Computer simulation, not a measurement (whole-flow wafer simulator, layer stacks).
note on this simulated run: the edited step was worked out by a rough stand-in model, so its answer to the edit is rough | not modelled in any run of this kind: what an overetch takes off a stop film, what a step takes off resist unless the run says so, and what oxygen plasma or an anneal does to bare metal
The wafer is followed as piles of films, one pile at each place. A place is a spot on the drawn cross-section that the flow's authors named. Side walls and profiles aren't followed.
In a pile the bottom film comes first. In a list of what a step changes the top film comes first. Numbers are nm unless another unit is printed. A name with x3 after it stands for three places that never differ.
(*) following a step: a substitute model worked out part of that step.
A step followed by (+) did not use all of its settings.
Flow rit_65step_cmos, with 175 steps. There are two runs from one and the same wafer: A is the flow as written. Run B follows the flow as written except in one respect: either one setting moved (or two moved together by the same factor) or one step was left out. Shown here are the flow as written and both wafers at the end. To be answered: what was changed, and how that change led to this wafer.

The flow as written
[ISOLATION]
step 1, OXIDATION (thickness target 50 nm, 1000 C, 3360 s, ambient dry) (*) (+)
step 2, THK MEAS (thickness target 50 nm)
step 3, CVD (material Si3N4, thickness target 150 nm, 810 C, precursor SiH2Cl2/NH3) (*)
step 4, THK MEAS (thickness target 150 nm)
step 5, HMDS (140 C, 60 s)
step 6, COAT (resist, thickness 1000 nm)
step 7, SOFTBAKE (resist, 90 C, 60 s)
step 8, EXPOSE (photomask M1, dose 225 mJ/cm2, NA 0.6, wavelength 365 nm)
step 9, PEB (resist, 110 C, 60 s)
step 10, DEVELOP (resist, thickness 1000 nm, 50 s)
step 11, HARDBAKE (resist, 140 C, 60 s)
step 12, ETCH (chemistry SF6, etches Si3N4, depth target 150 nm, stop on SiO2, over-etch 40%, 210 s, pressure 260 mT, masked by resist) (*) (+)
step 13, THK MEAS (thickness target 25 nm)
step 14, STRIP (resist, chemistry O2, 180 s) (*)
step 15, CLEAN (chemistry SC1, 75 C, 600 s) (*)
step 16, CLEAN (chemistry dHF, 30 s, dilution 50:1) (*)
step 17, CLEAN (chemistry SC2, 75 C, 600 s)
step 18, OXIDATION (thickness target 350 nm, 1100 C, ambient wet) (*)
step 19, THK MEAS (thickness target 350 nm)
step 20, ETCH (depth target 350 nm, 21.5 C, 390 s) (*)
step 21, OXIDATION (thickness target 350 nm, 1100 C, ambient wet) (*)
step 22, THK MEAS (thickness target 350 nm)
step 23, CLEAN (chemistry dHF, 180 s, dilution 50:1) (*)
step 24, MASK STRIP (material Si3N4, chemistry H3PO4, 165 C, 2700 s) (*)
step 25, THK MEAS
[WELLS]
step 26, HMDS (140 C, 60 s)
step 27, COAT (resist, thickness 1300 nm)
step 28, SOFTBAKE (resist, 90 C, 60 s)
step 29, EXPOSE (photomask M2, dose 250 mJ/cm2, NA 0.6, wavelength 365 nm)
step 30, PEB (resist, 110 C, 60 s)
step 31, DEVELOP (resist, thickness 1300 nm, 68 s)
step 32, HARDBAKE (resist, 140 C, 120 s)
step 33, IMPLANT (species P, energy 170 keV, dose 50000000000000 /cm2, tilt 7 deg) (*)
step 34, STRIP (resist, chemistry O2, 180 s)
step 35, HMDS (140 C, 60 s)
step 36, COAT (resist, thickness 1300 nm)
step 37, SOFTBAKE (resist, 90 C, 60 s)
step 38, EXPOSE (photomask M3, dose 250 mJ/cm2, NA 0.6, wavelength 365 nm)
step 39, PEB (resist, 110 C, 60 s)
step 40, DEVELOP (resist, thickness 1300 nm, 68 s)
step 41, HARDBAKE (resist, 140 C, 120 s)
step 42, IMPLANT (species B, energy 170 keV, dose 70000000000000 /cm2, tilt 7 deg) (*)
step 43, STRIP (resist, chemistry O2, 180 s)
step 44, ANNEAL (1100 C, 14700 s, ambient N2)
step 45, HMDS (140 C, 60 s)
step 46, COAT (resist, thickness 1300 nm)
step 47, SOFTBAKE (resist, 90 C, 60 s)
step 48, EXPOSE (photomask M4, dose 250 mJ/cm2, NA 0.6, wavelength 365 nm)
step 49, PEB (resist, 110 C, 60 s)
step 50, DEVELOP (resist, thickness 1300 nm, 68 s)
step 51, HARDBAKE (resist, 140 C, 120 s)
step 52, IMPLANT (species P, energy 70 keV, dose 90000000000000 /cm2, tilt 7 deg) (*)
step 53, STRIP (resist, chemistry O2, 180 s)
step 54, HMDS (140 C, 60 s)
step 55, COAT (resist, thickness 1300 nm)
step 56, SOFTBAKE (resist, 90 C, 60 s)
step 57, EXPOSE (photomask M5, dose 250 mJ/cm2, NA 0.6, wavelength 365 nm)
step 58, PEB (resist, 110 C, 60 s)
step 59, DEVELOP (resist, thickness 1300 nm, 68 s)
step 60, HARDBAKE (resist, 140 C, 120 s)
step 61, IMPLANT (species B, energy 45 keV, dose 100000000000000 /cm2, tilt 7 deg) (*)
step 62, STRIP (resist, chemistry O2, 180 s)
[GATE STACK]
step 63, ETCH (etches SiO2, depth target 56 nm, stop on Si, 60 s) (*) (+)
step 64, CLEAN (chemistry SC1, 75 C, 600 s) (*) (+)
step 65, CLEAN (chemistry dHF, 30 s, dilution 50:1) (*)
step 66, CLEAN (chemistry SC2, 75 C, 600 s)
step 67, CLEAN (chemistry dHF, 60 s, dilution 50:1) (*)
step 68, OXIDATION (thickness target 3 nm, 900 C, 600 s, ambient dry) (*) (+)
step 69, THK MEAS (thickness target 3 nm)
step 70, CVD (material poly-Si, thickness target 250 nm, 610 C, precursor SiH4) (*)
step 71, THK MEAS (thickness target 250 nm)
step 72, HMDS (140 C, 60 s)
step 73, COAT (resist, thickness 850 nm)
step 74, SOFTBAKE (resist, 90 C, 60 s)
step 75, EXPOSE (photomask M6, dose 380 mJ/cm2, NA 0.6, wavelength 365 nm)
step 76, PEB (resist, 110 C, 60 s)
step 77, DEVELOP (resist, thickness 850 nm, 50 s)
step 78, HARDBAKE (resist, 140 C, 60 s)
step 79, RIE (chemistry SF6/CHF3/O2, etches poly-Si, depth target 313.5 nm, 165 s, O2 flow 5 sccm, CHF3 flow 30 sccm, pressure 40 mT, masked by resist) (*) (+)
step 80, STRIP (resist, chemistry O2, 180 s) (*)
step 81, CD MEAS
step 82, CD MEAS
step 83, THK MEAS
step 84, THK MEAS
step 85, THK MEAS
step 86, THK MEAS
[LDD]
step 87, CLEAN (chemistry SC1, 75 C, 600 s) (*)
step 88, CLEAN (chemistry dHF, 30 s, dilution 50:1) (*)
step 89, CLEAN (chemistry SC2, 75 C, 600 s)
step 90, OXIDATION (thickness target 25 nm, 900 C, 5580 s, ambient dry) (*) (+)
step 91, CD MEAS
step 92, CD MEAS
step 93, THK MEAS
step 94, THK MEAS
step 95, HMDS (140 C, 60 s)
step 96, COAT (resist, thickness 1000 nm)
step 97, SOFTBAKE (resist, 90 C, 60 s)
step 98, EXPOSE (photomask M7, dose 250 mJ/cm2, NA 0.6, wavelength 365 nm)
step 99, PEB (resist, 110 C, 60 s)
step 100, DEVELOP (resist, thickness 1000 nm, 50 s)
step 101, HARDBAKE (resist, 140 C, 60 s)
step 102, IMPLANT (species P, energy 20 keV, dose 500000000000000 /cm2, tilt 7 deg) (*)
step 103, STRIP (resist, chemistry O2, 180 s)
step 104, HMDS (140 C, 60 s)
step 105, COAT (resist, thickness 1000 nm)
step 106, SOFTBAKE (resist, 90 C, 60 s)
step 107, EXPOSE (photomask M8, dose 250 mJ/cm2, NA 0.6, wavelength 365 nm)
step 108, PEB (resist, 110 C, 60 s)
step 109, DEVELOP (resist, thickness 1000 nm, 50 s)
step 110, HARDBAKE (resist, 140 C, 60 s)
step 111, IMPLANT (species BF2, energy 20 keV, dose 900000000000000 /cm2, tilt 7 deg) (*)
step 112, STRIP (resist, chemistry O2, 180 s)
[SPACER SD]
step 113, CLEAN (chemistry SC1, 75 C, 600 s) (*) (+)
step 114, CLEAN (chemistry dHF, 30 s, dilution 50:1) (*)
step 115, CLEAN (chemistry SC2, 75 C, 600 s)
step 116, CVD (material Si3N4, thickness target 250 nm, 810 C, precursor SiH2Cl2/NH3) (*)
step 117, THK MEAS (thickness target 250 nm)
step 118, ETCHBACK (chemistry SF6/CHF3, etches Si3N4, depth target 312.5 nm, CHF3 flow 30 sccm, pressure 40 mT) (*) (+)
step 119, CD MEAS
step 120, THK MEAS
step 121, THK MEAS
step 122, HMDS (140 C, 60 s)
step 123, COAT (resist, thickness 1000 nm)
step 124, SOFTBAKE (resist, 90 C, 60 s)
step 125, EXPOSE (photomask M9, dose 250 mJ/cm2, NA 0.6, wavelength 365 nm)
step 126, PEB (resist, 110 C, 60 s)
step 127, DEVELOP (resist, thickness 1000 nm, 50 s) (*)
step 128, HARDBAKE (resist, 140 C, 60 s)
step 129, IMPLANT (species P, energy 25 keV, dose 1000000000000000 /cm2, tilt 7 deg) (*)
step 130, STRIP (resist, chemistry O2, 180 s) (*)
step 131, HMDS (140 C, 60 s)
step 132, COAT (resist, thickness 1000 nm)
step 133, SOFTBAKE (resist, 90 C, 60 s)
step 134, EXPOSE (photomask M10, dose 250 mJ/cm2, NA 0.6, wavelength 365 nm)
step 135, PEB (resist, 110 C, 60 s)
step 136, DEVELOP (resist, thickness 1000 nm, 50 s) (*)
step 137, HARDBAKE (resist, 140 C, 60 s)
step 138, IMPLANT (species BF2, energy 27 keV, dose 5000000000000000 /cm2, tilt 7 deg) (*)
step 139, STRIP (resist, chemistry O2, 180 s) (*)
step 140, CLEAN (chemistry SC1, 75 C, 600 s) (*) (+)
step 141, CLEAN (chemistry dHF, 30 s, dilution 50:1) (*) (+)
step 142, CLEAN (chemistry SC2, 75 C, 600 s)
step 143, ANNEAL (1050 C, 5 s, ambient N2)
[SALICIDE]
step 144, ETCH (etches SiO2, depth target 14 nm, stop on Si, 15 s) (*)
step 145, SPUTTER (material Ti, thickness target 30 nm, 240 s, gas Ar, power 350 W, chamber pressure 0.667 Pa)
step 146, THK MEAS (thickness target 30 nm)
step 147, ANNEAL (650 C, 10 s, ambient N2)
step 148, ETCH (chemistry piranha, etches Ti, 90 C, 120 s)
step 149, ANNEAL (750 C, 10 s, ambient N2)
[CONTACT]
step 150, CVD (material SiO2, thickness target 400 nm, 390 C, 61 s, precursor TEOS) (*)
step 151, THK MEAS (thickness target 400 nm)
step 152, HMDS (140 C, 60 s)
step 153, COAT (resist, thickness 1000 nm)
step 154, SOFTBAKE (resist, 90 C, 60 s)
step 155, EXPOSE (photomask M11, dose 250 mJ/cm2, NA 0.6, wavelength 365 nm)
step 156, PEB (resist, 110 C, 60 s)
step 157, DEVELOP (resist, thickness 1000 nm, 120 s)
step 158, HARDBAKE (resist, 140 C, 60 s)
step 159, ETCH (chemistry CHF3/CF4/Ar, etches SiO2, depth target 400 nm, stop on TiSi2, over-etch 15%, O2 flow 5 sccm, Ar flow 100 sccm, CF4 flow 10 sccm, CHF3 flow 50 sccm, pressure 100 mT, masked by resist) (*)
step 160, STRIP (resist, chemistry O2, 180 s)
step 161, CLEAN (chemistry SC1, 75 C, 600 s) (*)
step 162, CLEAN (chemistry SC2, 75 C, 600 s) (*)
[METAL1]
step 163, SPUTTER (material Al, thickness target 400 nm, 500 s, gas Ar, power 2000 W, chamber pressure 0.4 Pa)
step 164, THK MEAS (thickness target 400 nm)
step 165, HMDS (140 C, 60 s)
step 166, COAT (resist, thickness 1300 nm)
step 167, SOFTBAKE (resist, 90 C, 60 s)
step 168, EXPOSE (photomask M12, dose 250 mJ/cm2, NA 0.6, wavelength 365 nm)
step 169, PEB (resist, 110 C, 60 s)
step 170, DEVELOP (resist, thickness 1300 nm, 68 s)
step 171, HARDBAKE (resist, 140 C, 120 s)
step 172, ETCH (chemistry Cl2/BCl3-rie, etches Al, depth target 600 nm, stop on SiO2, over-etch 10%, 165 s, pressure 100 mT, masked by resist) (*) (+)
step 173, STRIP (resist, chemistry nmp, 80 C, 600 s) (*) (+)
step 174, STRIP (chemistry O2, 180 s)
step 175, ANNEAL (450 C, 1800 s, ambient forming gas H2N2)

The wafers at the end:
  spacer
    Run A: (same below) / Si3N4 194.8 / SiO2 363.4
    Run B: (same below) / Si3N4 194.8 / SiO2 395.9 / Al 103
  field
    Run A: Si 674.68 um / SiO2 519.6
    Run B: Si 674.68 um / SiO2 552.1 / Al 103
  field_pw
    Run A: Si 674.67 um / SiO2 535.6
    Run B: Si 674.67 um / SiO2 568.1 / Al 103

What caused this: step 172, ETCH: depth target 270 nm was run, while the flow as written has depth target 600 nm.

How this came from the change, step by step:
  step 172, ETCH (chemistry Cl2/BCl3-rie, etches Al, depth target 600 nm, stop on SiO2, over-etch 10%, 165 s, pressure 100 mT, masked by resist) (*) (+)
      field, field_pw, field_p, spacer, spacer_p: A Al loses 400 (all of it), SiO2 loses 32.5 | B Al loses 297
      gate_n, gate_p: A Al loses 396 (all of it), SiO2 loses 33 | B Al loses 297
      (and at 1 other place as well)
With metal films that touch counted as one body, spacer has 1 body; the flow as written gives 0 bodies.
With metal films that touch counted as one body, field has 1 body; the flow as written gives 0 bodies.
With metal films that touch counted as one body, field_pw has 1 body; the flow as written gives 0 bodies.
